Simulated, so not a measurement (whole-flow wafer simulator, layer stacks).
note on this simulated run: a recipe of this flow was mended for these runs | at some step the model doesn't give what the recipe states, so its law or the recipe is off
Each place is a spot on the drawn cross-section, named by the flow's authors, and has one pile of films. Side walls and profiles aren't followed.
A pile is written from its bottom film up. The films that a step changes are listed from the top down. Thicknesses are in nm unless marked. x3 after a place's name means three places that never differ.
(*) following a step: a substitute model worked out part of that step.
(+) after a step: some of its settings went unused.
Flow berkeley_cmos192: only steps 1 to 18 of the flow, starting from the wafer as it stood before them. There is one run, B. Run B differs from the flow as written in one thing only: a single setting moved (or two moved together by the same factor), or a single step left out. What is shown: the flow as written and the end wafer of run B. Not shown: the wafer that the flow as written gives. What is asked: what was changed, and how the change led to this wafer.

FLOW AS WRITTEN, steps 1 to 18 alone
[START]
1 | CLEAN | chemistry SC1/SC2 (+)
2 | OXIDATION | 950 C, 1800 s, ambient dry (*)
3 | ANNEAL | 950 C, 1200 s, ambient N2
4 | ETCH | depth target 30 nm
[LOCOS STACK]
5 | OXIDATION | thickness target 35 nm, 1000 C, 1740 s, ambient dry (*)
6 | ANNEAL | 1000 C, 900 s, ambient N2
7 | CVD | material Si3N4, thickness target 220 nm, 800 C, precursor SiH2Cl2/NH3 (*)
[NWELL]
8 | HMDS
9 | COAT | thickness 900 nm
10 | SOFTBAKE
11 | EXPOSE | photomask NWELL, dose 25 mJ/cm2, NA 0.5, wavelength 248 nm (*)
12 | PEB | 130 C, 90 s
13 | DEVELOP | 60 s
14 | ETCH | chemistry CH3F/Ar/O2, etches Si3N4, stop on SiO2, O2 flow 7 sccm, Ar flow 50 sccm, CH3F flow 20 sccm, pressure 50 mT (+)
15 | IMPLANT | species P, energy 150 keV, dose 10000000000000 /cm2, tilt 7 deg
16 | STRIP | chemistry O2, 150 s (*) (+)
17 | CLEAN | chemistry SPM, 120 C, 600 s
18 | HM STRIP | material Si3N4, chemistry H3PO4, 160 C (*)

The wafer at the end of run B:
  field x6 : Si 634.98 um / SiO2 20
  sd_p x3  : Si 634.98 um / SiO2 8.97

The reason: step 4, ETCH: depth target 15 nm was run, though the flow has depth target 30 nm.

Step by step, how the change led to this:
  4 | ETCH | depth target 30 nm
      field x6, sd_p x3: SiO2 loses 15 (it would be, as written: SiO2 loses 20.7 (all of it))
  5 | OXIDATION | thickness target 35 nm, 1000 C, 1740 s, ambient dry (*)
      field x6, sd_p x3: SiO2 gains 27.2, Si loses 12 (it would be, as written: SiO2 gains 31.6 (new film), Si loses 13.9)
